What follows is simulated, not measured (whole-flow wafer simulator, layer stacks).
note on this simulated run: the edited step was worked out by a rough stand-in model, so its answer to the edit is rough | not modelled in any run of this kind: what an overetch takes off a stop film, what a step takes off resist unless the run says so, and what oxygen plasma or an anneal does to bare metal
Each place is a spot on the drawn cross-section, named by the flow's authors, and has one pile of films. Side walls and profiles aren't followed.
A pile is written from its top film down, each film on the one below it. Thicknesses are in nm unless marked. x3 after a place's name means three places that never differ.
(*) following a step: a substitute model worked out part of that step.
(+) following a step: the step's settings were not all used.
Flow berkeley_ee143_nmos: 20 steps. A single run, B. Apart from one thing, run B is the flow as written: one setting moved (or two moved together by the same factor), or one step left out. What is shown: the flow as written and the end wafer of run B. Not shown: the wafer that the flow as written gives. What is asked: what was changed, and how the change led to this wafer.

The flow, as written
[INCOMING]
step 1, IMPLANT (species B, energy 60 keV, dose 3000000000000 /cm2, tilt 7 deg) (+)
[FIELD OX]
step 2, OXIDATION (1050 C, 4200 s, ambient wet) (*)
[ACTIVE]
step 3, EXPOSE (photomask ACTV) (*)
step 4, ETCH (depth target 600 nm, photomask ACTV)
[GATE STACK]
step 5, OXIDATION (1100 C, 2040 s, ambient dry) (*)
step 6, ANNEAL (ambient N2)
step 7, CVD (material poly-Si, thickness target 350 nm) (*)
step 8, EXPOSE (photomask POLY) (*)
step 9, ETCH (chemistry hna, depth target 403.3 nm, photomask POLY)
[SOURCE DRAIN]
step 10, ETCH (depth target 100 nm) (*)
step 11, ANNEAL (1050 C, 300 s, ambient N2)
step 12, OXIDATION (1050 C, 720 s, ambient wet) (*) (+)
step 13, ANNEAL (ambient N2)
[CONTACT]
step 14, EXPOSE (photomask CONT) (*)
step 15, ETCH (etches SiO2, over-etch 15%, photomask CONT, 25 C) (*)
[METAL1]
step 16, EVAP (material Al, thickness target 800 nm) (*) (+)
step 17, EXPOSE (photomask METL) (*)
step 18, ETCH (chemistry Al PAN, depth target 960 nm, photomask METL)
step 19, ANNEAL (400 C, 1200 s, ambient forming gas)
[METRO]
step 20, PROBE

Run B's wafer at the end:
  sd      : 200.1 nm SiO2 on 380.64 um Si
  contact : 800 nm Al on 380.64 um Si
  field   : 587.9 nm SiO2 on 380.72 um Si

Cause: step 10, ETCH: depth target 55 nm was run, while the flow as written has depth target 100 nm.

Step by step, how the change led to this:
  step 10, ETCH (depth target 100 nm) (*)
      sd, contact: -55 SiO2 (in the flow as written it would be: -79.7 SiO2 (all of it))
      field: -55 SiO2 (in the flow as written it would be: -100 SiO2)
  step 12, OXIDATION (1050 C, 720 s, ambient wet) (*) (+)
      sd, contact: +175.4 SiO2, -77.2 Si (in the flow as written it would be: +189.4 SiO2 (new film), -83.4 Si)
      field: +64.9 SiO2, -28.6 Si (in the flow as written it would be: +69.1 SiO2, -30.4 Si)
  step 15, ETCH (etches SiO2, over-etch 15%, photomask CONT, 25 C) (*)
      contact: -200.1 SiO2 (all of it) (in the flow as written it would be: -189.4 SiO2 (all of it))
